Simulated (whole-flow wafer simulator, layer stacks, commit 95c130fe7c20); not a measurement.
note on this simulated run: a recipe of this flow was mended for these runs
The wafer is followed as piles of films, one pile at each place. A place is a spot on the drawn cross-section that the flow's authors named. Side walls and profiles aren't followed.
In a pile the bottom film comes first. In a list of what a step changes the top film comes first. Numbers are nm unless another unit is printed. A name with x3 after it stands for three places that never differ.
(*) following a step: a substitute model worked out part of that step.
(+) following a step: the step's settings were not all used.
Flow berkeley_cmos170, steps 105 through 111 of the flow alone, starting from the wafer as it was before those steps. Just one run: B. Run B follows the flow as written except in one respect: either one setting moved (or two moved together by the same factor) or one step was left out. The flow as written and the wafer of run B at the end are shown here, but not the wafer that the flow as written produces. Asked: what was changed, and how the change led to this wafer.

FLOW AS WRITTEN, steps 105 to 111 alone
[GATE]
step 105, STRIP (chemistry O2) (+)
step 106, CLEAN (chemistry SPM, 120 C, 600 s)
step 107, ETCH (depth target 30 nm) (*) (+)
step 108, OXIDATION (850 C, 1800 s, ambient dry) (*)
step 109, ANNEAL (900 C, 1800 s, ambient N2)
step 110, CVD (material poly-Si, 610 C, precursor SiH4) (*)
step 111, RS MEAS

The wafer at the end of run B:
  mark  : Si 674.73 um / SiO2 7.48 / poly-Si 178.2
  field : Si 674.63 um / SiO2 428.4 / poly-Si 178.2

The reason: step 110, CVD: 601 C was run, whereas the flow has 610 C.

Step by step, how the change led to this:
  step 110, CVD (material poly-Si, 610 C, precursor SiH4) (*)
      field, mark, sd_n and 10 more: poly-Si gains 178.2 (new film) (it would be, as written: poly-Si gains 213.7 (new film))
